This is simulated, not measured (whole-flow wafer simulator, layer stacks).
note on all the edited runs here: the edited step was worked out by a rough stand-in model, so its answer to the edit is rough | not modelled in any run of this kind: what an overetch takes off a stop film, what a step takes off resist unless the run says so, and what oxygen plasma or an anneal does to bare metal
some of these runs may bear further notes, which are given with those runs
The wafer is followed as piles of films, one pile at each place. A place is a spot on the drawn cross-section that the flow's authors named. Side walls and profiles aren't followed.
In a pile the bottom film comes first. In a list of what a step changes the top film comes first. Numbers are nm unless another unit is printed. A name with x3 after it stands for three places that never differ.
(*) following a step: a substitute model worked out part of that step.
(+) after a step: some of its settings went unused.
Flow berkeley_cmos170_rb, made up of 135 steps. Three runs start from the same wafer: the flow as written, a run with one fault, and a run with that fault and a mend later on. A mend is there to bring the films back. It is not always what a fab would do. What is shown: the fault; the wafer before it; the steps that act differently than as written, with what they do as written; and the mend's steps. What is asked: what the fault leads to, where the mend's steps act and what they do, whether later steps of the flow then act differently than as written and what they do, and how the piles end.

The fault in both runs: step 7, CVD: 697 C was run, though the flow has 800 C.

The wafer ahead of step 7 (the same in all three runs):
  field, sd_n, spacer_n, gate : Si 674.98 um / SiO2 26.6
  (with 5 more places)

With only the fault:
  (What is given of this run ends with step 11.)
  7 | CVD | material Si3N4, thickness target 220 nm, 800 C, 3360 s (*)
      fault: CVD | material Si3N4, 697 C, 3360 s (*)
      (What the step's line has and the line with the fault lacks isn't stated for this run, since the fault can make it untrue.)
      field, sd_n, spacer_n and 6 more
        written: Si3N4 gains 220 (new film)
        fault: Si3N4 gains 33.8 (new film)
  Later steps of the flow up to step 11 that are run all act as written at every place that is followed.
  Once step 11 is done, the piles at field, sd_n, spacer_n and 6 more depart from the flow's by more than 2% or 0.5 nm, whichever is larger.
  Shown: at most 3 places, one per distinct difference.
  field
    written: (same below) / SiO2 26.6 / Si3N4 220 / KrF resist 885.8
    fault: (same below) / SiO2 26.6 / Si3N4 33.8 / KrF resist 885.8
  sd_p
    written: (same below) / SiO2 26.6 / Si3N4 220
    fault: (same below) / SiO2 26.6 / Si3N4 33.8

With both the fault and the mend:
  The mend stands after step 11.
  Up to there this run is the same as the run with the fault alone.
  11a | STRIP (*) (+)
      field, sd_n, spacer_n, gate, contact, m1
        KrF resist loses 885.8 (all of it)
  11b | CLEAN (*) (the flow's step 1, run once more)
      leaves every film unchanged at each place that is followed
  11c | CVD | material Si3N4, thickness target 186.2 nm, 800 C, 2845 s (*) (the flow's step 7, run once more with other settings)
      field, sd_n, spacer_n and 6 more
        Si3N4 gains 186.2
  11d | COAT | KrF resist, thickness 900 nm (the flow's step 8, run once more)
      field, sd_n, spacer_n and 6 more
        KrF resist gains 900 (new film)
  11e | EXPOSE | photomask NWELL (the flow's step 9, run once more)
      leaves every film unchanged at each place that is followed
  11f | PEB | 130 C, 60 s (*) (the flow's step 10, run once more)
      leaves every film unchanged at each place that is followed
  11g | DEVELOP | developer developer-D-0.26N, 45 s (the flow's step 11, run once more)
      field, sd_n, spacer_n, gate, contact, m1
        KrF resist loses 14.2
      sd_p, spacer_p, gate_p
        KrF resist loses 900 (all of it)
  Later steps of the flow that are run all act as written at every place that is followed, up to a difference of at most 2% or 0.5 nm, whichever is larger.
  At every place that both follow, the piles at the end match the flow's.
